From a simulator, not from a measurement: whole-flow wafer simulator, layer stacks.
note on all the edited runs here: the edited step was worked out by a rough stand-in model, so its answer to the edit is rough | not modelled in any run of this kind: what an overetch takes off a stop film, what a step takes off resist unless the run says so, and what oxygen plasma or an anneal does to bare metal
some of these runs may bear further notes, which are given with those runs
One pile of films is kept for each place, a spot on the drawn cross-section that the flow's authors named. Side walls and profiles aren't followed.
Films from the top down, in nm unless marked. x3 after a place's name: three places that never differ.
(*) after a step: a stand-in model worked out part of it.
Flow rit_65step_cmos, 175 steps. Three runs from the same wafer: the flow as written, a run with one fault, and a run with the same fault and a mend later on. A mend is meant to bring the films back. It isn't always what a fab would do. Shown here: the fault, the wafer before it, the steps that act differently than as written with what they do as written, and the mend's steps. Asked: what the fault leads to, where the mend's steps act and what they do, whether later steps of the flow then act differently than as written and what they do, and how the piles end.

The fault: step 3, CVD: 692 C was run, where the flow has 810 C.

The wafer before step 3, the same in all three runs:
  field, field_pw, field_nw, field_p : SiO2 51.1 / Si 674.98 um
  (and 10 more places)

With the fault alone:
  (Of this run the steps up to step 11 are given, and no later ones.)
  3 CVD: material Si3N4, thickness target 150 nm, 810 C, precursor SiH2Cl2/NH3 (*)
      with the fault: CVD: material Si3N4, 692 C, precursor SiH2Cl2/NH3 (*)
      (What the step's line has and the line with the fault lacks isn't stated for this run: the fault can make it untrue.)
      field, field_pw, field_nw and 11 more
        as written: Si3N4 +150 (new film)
        with the fault: Si3N4 +18.1 (new film)
  No later step of the flow up to step 11 acts differently than as written at any place that is followed.
  After step 11 the piles differ from the flow's by more than 2% or 0.5 nm, whichever is larger, at field, field_pw, field_nw and 11 more.
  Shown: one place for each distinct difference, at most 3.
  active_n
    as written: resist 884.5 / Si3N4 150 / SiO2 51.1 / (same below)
    with the fault: resist 884.5 / Si3N4 18.1 / SiO2 51.1 / (same below)
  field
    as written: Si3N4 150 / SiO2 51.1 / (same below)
    with the fault: Si3N4 18.1 / SiO2 51.1 / (same below)

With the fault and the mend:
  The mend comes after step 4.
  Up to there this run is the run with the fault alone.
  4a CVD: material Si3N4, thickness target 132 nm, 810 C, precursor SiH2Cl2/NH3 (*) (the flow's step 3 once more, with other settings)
      field, field_pw, field_nw and 11 more
        Si3N4 +132
  No later step of the flow acts differently than as written, at any place that is followed, by more than 2% or 0.5 nm, whichever is larger.
  At the end the piles are the same as the flow's at every place that both follow.
